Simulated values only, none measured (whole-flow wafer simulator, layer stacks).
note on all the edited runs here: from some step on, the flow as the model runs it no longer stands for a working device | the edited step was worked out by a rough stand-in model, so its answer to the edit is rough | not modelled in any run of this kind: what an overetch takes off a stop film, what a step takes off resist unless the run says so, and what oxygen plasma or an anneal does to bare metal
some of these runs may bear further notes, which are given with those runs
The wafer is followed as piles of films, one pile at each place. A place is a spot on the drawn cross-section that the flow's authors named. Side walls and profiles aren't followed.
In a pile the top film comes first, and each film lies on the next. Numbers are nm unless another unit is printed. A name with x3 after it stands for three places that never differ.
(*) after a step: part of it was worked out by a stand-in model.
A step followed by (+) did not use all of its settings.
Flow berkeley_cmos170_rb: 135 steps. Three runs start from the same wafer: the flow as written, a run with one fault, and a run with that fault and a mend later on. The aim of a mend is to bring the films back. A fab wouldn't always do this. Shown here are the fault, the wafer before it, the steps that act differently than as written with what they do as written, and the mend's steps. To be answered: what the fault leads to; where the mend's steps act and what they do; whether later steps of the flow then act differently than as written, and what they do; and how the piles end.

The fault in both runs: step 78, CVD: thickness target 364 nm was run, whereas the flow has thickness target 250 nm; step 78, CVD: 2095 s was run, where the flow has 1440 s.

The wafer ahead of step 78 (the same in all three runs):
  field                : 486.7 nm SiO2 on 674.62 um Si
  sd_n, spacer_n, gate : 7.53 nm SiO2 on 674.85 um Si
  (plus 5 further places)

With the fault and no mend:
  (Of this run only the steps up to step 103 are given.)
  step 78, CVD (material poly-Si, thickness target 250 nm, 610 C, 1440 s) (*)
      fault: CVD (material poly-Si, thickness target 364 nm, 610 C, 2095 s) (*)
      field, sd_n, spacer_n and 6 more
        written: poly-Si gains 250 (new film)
        fault: poly-Si gains 364 (new film)
  Steps further on in the flow that do not act as written (3 other steps are not shown; they differ only slightly, by no more than 2% or 0.5 nm, whichever is larger):
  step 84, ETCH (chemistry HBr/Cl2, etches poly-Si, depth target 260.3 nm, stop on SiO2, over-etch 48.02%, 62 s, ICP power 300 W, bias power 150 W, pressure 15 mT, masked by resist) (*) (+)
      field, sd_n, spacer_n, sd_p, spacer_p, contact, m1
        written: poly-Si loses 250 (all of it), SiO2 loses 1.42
        fault: poly-Si loses 364 (all of it), SiO2 loses 0.11
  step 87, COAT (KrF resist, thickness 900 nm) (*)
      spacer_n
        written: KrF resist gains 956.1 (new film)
        fault: KrF resist gains 981.9 (new film)
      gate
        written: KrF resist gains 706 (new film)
        fault: KrF resist gains 620.4 (new film)
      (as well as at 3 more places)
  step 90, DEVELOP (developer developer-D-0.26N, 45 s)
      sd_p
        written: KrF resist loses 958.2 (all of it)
        fault: KrF resist loses 979.2 (all of it)
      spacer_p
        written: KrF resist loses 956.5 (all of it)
        fault: KrF resist loses 983.2 (all of it)
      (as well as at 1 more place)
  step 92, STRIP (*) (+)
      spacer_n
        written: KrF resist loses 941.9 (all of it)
        fault: KrF resist loses 967.7 (all of it)
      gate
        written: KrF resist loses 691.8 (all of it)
        fault: KrF resist loses 606.2 (all of it)
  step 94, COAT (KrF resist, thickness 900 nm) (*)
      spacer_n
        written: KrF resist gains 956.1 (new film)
        fault: KrF resist gains 981.9 (new film)
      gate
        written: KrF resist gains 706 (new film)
        fault: KrF resist gains 620.4 (new film)
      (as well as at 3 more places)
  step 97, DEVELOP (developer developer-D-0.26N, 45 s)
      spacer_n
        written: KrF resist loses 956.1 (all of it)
        fault: KrF resist loses 981.9 (all of it)
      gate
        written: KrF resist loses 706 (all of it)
        fault: KrF resist loses 620.4 (all of it)
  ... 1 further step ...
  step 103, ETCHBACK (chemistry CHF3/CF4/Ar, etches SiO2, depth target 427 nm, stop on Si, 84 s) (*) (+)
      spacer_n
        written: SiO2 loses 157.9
        fault: SiO2 loses 43.8
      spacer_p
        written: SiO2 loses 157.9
        fault: SiO2 loses 43.7
  After step 103, at spacer_n, gate, spacer_p, gate_p, the piles differ from the flow's by more than 2% or 0.5 nm, whichever is larger.
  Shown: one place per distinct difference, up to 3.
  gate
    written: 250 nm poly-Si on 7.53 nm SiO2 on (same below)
    fault: 364 nm poly-Si on 7.53 nm SiO2 on (same below)
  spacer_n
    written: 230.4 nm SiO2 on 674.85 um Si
    fault: 344.4 nm SiO2 on 674.85 um Si
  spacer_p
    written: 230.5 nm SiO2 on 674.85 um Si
    fault: 344.5 nm SiO2 on 674.85 um Si

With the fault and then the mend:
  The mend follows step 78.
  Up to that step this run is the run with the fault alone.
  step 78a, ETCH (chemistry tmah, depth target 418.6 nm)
      field, sd_n, spacer_n and 6 more
        poly-Si loses 364 (all of it)
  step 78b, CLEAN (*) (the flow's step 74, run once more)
      does not change any film at any place that is followed
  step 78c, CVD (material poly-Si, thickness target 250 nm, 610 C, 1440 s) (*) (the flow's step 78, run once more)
      field, sd_n, spacer_n and 6 more
        poly-Si gains 250 (new film)
  Every later step of the flow that is run acts as written at every place that is followed.
  By the end, the piles equal the flow's at every place that both follow.
